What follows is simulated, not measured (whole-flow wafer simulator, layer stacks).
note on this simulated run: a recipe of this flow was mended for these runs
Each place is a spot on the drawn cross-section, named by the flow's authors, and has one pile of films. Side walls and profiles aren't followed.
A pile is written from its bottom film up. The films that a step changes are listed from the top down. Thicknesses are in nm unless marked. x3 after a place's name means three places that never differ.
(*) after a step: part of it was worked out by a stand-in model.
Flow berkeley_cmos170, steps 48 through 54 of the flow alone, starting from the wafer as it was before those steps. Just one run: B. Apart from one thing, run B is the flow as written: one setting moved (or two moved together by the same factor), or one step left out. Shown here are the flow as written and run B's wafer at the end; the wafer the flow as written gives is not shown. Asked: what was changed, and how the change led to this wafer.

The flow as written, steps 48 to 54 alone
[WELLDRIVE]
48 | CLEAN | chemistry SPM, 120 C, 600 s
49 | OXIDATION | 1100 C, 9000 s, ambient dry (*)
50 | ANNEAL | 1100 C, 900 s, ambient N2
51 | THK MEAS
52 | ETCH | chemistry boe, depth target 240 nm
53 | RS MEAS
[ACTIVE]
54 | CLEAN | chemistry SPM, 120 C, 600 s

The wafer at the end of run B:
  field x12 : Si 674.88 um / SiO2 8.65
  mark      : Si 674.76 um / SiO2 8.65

The reason: step 52, ETCH: depth target 189 nm was run, while the flow as written has depth target 240 nm.

Step by step, how the change led to this:
  52 | ETCH | chemistry boe, depth target 240 nm
      field x12, mark: SiO2 loses 189 (it would be, as written: SiO2 loses 197.6 (all of it))
  54 | CLEAN | chemistry SPM, 120 C, 600 s
      field x12, mark: nothing (it would be, as written: chemical SiO2 gains 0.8 (new film), Si loses 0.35)
